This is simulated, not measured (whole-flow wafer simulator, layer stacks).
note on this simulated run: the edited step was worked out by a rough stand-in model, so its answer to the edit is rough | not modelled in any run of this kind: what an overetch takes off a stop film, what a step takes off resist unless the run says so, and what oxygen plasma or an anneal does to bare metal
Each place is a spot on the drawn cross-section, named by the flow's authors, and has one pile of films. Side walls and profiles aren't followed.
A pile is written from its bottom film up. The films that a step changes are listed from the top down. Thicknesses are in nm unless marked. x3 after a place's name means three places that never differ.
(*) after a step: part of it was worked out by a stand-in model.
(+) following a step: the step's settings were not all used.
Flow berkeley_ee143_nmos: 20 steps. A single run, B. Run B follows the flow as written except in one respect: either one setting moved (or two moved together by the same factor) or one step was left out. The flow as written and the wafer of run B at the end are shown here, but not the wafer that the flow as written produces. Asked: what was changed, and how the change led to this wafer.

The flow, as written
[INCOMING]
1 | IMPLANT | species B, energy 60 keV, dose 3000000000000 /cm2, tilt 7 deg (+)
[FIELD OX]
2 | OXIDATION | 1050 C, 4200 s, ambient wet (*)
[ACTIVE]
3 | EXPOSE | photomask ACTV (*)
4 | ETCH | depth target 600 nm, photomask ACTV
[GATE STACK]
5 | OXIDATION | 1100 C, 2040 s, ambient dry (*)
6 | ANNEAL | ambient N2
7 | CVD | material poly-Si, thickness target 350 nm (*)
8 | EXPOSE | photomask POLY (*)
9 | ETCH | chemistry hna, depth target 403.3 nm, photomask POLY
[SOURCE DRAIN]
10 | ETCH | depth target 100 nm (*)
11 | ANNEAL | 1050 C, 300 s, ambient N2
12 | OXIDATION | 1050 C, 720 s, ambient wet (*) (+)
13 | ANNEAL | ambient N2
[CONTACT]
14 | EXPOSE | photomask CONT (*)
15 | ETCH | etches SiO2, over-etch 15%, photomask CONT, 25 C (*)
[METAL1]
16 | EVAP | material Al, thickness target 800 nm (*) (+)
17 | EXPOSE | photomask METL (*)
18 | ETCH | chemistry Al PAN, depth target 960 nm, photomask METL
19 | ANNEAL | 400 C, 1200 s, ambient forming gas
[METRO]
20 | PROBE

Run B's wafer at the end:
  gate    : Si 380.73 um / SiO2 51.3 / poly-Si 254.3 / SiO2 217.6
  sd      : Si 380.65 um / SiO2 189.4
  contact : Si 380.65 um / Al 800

Cause: step 5, OXIDATION: 969 s was run, though the flow has 2040 s.

Step by step, how the change led to this:
  5 | OXIDATION | 1100 C, 2040 s, ambient dry (*)
      gate, sd, contact: SiO2 gains 51.3 (new film), Si loses 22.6 (it would be, as written: SiO2 gains 79.7 (new film), Si loses 35.1)
      field: SiO2 gains 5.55, Si loses 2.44 (it would be, as written: SiO2 gains 11.6, Si loses 5.1)
  10 | ETCH | depth target 100 nm (*)
      sd, contact: SiO2 loses 51.3 (all of it) (it would be, as written: SiO2 loses 79.7 (all of it))
